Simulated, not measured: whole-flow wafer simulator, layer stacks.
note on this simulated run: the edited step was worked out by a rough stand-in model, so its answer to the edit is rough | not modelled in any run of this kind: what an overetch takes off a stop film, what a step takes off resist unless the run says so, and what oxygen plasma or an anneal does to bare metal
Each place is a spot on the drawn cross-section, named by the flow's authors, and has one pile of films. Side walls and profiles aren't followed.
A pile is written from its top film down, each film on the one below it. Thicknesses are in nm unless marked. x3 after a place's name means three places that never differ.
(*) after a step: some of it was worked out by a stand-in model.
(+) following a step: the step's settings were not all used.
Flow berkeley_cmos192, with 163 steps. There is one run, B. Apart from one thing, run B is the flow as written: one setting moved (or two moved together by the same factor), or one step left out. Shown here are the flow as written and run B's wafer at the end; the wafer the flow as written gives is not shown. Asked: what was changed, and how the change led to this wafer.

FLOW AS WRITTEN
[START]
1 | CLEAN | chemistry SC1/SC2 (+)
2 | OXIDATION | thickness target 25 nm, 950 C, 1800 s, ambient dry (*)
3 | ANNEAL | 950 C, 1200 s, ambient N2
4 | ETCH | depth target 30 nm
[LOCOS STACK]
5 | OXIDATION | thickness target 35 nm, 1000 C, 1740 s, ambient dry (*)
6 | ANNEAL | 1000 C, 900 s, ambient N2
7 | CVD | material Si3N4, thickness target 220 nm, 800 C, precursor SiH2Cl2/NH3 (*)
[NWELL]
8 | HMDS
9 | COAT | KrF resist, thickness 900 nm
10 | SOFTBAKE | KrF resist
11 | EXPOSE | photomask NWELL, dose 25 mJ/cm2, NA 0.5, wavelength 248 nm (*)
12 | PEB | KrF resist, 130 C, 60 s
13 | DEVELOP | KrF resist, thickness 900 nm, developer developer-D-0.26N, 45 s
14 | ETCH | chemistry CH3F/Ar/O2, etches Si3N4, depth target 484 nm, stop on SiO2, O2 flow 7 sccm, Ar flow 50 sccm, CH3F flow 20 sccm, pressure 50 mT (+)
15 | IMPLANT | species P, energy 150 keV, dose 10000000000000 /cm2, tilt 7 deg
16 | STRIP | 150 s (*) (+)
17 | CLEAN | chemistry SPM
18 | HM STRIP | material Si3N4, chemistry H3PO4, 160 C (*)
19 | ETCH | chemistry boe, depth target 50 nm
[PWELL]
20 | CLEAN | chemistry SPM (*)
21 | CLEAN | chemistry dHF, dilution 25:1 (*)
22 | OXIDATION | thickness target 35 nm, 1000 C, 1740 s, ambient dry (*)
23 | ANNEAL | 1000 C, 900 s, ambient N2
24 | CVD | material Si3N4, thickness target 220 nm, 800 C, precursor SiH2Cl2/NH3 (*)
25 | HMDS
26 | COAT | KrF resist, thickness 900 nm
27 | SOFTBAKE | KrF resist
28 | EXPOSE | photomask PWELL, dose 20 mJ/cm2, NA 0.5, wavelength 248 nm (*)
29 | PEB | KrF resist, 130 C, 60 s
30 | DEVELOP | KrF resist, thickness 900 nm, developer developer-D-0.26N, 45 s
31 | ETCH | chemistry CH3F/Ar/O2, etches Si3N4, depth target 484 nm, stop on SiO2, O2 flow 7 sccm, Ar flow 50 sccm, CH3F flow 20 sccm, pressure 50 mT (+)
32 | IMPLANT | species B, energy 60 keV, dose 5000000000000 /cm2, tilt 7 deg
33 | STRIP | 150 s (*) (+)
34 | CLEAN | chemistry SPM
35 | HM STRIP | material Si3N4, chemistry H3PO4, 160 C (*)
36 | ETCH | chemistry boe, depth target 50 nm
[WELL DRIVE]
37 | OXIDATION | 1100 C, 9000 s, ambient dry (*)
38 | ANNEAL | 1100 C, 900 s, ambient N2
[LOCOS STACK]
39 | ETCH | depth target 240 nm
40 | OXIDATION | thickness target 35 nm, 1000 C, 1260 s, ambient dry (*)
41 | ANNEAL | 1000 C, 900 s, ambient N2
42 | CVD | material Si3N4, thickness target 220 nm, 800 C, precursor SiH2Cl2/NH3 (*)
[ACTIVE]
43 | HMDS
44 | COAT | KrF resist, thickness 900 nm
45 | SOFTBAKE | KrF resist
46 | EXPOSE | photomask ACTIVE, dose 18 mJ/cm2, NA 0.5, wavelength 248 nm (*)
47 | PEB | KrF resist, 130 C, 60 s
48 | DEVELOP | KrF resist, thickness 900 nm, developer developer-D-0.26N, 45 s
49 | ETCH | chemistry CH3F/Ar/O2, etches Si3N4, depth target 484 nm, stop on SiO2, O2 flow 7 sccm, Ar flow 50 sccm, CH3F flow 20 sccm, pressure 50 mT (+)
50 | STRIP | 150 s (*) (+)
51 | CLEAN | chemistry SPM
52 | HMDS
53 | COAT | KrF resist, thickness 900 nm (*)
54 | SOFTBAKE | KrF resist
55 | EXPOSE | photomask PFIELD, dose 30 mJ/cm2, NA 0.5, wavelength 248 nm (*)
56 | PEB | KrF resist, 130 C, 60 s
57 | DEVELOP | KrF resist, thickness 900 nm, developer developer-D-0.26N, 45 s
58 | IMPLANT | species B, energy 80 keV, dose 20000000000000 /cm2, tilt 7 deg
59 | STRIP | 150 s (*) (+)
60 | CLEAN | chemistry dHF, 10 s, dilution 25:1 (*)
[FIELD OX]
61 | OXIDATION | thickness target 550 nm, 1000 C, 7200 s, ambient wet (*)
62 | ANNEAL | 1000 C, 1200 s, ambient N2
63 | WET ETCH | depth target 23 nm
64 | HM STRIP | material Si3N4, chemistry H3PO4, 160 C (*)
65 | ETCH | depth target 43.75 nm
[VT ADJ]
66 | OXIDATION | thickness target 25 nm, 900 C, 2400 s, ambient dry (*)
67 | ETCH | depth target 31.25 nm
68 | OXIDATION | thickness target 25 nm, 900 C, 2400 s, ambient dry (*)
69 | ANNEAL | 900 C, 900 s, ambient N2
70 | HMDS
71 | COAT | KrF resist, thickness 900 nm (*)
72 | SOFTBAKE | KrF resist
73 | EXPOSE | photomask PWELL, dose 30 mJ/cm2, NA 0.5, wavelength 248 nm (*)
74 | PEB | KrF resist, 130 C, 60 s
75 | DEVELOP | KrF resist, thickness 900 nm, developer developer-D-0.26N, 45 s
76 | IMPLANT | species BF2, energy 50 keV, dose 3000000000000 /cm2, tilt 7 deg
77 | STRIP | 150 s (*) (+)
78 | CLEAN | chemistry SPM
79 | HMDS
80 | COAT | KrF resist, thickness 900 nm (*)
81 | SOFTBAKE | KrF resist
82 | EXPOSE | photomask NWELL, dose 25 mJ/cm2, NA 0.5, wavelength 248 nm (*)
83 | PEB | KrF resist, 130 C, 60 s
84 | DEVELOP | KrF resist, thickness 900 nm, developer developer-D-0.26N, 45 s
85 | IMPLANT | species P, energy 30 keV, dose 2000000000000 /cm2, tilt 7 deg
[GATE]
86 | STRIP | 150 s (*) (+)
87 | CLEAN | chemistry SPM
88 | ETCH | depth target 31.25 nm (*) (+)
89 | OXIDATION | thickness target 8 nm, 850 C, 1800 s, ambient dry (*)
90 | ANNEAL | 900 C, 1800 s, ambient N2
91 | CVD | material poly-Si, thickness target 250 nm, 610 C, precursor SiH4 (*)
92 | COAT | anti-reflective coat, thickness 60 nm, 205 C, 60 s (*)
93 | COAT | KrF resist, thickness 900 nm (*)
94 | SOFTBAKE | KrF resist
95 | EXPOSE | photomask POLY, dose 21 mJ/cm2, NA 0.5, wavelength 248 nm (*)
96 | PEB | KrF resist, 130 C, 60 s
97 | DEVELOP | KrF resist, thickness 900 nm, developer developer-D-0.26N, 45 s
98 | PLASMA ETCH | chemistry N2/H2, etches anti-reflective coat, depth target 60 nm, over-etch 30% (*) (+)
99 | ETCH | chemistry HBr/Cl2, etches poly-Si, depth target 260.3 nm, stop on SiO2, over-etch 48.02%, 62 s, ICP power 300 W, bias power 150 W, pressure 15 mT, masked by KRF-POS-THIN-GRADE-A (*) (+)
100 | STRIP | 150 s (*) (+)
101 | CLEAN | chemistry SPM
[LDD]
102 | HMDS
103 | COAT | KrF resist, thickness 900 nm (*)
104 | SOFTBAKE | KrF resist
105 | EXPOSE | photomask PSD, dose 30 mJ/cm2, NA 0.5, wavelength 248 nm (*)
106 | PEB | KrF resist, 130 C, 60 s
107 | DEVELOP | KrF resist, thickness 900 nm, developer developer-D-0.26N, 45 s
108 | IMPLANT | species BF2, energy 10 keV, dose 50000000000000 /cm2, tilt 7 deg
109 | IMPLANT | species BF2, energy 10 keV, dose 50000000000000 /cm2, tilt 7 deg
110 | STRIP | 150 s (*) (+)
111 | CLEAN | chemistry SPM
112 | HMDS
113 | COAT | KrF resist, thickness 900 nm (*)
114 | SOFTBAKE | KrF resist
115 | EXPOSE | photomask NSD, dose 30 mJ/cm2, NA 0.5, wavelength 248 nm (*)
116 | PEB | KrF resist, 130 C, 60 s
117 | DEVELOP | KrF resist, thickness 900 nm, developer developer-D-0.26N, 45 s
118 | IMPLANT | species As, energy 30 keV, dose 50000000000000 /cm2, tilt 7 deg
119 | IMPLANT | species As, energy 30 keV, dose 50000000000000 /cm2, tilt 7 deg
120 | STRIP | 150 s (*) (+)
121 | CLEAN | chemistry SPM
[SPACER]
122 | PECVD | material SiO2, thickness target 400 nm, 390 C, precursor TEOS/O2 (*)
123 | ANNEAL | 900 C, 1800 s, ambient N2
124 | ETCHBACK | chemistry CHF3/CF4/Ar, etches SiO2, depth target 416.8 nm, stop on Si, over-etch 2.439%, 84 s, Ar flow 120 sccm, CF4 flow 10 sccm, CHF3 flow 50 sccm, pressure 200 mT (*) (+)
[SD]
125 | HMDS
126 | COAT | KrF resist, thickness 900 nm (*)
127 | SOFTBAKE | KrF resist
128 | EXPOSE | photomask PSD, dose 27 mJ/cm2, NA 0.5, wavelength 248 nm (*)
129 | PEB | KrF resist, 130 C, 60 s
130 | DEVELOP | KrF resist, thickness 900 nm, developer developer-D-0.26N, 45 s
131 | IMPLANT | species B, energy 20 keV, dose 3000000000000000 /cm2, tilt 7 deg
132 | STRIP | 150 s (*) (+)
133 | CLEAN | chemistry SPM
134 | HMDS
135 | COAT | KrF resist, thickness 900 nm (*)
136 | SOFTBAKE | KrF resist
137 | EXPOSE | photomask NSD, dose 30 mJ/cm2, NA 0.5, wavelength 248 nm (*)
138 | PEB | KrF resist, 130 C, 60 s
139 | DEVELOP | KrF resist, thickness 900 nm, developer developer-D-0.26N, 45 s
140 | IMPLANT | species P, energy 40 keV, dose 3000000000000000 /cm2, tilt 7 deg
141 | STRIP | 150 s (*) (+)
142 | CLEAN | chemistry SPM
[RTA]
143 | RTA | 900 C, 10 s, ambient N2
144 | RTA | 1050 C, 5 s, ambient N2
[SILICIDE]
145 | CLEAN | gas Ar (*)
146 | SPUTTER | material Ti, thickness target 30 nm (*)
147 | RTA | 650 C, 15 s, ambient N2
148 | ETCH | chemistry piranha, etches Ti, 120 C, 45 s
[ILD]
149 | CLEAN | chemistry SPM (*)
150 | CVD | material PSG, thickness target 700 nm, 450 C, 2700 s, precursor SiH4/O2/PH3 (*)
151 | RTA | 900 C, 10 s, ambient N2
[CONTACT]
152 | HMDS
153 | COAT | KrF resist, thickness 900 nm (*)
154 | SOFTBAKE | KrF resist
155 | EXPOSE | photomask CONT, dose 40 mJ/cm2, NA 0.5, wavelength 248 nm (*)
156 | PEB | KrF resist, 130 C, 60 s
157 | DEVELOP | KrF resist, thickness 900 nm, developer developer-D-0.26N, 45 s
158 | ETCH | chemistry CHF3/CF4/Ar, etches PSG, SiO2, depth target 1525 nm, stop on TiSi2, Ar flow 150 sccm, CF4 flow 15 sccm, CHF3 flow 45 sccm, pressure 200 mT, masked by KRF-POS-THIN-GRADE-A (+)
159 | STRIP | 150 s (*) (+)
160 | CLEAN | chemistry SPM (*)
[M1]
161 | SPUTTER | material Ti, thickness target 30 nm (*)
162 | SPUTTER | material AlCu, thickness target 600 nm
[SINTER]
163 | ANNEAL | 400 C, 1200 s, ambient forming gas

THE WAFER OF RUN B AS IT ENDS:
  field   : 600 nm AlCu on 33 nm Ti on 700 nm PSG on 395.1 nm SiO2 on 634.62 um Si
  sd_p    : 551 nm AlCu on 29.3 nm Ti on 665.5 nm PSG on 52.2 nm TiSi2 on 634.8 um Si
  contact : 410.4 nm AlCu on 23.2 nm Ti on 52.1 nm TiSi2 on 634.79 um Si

Cause: step 161, SPUTTER: thickness target 33 nm was run, whereas the flow has thickness target 30 nm.
One can read it off the wafer: field has Ti 33, and step 161 as written asks for 30 nm.

The path from the change to this, step by step:
  161 | SPUTTER | material Ti, thickness target 30 nm (*)
      field, sd_n, spacer_n, gate, spacer_p, gate_p, m1: +33 Ti (new film) (it would be, as written: +30 Ti (new film))
      sd_p: +29.3 Ti (new film) (it would be, as written: +26.6 Ti (new film))
      (as well as at 1 more place)
